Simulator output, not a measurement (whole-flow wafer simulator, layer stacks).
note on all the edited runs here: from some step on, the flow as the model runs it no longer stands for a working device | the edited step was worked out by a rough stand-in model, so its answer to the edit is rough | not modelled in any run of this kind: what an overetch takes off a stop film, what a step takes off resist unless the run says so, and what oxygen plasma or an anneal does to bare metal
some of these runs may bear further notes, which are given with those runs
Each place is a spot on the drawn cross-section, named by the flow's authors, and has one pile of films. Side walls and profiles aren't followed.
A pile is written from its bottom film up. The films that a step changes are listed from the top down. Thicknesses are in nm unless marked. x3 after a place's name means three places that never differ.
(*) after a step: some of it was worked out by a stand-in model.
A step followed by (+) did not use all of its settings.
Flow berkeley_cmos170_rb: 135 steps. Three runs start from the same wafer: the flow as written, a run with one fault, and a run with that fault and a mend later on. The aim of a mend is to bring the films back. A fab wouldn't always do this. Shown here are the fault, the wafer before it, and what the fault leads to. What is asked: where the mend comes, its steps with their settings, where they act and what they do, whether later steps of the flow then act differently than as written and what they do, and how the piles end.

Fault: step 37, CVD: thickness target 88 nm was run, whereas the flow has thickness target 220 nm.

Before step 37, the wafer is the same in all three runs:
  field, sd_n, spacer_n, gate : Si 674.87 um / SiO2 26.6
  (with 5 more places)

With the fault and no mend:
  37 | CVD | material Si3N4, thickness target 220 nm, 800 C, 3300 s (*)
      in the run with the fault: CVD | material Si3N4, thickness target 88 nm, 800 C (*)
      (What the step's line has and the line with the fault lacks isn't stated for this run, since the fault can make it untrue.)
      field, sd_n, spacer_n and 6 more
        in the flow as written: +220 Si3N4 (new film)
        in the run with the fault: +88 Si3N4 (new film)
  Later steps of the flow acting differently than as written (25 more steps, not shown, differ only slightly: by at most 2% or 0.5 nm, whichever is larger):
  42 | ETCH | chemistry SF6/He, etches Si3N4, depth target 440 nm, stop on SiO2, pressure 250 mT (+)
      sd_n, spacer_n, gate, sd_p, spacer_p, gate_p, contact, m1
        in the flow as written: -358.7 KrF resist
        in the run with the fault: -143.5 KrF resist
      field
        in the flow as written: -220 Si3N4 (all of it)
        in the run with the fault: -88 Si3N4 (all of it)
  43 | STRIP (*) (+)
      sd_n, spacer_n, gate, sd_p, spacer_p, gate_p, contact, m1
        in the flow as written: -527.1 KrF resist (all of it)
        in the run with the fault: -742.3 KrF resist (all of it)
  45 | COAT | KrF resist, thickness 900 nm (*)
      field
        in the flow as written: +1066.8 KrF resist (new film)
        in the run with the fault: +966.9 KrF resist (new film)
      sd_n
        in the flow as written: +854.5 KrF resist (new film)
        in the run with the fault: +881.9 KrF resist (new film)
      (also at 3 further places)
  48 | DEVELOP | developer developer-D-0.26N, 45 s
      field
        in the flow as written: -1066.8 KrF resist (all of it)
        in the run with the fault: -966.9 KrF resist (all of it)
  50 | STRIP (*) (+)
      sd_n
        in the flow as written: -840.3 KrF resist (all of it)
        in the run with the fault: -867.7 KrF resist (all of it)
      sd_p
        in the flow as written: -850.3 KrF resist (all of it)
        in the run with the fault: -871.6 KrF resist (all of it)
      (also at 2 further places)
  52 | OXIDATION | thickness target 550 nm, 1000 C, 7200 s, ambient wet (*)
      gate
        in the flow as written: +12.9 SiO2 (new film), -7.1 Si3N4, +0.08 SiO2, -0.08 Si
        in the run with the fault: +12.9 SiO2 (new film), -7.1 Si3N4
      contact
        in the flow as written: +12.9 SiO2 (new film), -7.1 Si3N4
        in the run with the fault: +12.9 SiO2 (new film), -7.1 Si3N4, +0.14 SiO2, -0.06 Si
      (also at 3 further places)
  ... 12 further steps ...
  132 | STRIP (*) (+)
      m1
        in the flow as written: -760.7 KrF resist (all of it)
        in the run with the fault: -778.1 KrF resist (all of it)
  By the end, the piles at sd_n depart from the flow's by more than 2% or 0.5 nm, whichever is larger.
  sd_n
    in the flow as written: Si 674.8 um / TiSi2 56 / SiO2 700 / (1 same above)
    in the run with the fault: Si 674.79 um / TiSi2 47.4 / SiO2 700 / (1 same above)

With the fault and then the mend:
  The mend stands after step 37.
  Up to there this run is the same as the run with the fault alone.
  37a | CVD | material Si3N4, thickness target 132 nm, 800 C (*) (the flow's step 37 again, with other settings)
      field, sd_n, spacer_n and 6 more
        +132 Si3N4
  None of the later steps of the flow acts differently than as written at any place that is followed.
  At every place that both follow, the piles at the end match the flow's.
